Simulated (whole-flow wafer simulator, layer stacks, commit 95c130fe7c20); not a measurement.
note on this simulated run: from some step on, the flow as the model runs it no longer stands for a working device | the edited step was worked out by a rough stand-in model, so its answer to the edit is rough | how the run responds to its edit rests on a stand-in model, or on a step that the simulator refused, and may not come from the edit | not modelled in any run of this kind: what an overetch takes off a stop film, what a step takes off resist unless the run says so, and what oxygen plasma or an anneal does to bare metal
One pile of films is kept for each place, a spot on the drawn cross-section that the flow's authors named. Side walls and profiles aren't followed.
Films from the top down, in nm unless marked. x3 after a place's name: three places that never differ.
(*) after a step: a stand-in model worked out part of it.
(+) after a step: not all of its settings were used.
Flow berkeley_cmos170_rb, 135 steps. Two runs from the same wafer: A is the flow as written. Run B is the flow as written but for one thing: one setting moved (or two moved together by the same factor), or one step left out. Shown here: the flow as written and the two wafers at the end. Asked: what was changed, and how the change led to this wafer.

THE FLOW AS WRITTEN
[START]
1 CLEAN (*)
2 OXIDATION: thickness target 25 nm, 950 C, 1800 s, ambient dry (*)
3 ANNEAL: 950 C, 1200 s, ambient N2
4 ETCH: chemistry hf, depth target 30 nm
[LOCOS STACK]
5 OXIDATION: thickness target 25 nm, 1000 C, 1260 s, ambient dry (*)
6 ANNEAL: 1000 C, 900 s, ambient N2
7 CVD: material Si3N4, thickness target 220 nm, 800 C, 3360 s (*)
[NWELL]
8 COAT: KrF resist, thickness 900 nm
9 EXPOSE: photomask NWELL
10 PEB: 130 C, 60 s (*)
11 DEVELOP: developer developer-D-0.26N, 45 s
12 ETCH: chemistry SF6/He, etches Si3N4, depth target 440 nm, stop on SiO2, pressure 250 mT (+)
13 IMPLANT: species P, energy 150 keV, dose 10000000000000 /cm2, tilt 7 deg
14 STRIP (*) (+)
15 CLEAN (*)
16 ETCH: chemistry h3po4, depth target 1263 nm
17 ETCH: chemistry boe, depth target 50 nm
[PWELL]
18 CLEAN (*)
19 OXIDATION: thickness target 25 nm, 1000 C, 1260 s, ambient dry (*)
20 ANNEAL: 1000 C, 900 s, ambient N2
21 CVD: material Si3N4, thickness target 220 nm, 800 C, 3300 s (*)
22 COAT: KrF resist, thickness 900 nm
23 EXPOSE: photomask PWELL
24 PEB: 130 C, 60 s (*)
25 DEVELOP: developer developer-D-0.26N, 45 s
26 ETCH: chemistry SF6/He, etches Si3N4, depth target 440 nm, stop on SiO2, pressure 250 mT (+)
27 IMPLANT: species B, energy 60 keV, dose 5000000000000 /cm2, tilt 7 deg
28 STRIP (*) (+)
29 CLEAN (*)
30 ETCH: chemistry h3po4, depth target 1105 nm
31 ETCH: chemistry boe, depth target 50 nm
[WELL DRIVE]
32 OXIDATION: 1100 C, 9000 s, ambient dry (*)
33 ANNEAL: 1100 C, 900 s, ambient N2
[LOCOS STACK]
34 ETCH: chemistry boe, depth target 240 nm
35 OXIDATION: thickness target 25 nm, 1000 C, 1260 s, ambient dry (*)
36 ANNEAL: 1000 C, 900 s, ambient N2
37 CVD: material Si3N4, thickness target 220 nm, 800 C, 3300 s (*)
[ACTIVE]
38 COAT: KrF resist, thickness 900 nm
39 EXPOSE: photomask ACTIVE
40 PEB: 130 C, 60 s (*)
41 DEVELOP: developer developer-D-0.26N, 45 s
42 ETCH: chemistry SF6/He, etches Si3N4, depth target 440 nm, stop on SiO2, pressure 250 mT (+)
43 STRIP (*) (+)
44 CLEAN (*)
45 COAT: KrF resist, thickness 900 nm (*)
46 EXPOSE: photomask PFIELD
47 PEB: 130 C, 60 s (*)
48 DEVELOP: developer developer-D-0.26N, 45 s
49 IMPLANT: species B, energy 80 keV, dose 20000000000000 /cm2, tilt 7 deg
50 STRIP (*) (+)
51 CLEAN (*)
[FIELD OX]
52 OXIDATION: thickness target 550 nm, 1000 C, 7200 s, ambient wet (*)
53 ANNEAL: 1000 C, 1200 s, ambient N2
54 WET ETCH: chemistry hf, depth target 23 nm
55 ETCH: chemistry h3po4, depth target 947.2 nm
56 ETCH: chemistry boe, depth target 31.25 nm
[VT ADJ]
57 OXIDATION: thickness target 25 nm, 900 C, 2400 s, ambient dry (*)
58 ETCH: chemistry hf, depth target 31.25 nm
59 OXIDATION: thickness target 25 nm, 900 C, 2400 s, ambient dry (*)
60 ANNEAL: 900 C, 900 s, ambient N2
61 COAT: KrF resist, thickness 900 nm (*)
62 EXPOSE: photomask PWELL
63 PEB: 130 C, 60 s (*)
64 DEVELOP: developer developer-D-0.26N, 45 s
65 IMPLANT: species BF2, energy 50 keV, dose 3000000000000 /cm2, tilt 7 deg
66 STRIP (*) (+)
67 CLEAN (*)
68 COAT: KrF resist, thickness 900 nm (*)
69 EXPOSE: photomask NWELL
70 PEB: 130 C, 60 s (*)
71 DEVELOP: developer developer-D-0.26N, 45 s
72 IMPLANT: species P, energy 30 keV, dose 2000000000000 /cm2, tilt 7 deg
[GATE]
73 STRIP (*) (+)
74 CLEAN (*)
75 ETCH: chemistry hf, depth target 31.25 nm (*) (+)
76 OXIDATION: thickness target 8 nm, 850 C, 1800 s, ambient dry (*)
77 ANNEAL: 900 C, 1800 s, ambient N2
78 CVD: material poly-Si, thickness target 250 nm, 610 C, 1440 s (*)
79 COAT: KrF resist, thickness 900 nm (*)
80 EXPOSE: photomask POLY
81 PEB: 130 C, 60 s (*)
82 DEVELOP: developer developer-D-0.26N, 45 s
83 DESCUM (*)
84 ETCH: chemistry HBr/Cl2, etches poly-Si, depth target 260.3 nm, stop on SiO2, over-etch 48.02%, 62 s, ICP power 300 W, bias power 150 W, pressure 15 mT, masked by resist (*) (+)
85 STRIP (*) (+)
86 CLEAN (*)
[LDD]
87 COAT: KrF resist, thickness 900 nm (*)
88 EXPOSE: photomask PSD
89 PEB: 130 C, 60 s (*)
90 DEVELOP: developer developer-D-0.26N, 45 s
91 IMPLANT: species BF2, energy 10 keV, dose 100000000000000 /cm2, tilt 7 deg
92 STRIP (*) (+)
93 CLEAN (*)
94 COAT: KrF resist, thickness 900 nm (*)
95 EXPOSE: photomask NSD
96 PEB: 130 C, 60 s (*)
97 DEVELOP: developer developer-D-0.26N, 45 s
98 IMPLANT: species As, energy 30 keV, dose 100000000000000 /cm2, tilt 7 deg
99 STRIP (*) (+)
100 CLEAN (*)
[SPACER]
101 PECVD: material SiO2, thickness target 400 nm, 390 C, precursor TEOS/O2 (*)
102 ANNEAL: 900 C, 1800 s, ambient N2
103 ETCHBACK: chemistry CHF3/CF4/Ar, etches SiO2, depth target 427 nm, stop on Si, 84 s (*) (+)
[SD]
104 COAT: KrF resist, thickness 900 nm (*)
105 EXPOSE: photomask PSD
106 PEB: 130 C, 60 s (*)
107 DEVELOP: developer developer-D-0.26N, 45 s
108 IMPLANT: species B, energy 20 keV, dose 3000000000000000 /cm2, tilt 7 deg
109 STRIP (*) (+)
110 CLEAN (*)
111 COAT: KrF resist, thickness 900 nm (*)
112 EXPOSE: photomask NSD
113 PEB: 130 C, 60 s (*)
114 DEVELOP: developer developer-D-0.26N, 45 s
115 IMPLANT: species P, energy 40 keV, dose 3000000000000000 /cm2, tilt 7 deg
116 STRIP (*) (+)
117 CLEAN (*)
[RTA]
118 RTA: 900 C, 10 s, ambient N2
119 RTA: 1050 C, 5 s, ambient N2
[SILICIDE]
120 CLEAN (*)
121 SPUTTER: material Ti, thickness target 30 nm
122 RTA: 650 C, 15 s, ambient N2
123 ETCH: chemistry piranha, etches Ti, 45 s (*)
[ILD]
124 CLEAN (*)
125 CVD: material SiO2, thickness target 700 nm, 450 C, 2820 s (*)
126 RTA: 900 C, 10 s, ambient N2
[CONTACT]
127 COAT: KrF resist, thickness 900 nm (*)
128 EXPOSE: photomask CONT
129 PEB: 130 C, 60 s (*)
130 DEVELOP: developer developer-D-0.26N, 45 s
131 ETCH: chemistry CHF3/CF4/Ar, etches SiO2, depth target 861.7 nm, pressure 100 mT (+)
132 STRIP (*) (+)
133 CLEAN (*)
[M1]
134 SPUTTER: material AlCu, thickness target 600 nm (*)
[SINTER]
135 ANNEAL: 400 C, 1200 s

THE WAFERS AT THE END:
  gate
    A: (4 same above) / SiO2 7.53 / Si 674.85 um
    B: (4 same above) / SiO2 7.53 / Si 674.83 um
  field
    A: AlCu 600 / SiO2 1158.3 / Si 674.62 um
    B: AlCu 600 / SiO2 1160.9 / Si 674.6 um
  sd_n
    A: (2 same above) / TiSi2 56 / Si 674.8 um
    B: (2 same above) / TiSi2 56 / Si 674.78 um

The cause: step 32, OXIDATION: 13500 s was run, where the flow has 9000 s.

How the change led to this, step by step:
  32 OXIDATION: 1100 C, 9000 s, ambient dry (*)
      field, sd_n, spacer_n and 6 more: A SiO2 +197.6 (new film), Si -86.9 | B SiO2 +252.2 (new film), Si -111
  34 ETCH: chemistry boe, depth target 240 nm
      field, sd_n, spacer_n and 6 more: A SiO2 -197.6 (all of it) | B SiO2 -240
  35 OXIDATION: thickness target 25 nm, 1000 C, 1260 s, ambient dry (*)
      field, sd_n, spacer_n and 6 more: A SiO2 +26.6 (new film), Si -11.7 | B SiO2 +22.7, Si -10
  52 OXIDATION: thickness target 550 nm, 1000 C, 7200 s, ambient wet (*)
      gate: A SiO2 +12.9 (new film), Si3N4 -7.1, SiO2 +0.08, Si -0.08 | B SiO2 +12.9 (new film), Si3N4 -7.1
      sd_n: A SiO2 +12.9 (new film), Si3N4 -7.1, SiO2 +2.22, Si -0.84 | B SiO2 +12.9 (new film), Si3N4 -7.1, SiO2 +5.94, Si -2.58
      (and at 2 more places)
  56 ETCH: chemistry boe, depth target 31.25 nm
      spacer_n, gate, sd_p, spacer_p, gate_p, contact: A SiO2 -26.6 (all of it) | B SiO2 -31.2
      sd_n: A SiO2 -28.8 (all of it) | B SiO2 -31.2
      (and at 1 more place)
  57 OXIDATION: thickness target 25 nm, 900 C, 2400 s, ambient dry (*)
      spacer_n, gate, sd_p, spacer_p, gate_p, contact: A SiO2 +15 (new film), Si -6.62 | B SiO2 +13, Si -5.74
      sd_n: A SiO2 +15 (new film), Si -6.62 | B SiO2 +12.1, Si -5.33
      (and at 1 more place)
  58 ETCH: chemistry hf, depth target 31.25 nm
      spacer_n, gate, spacer_p, gate_p, contact: A SiO2 -15 (all of it) | B SiO2 -16.8 (all of it)
      sd_n: A SiO2 -15 (all of it) | B SiO2 -21.8 (all of it)
      (and at 2 more places)
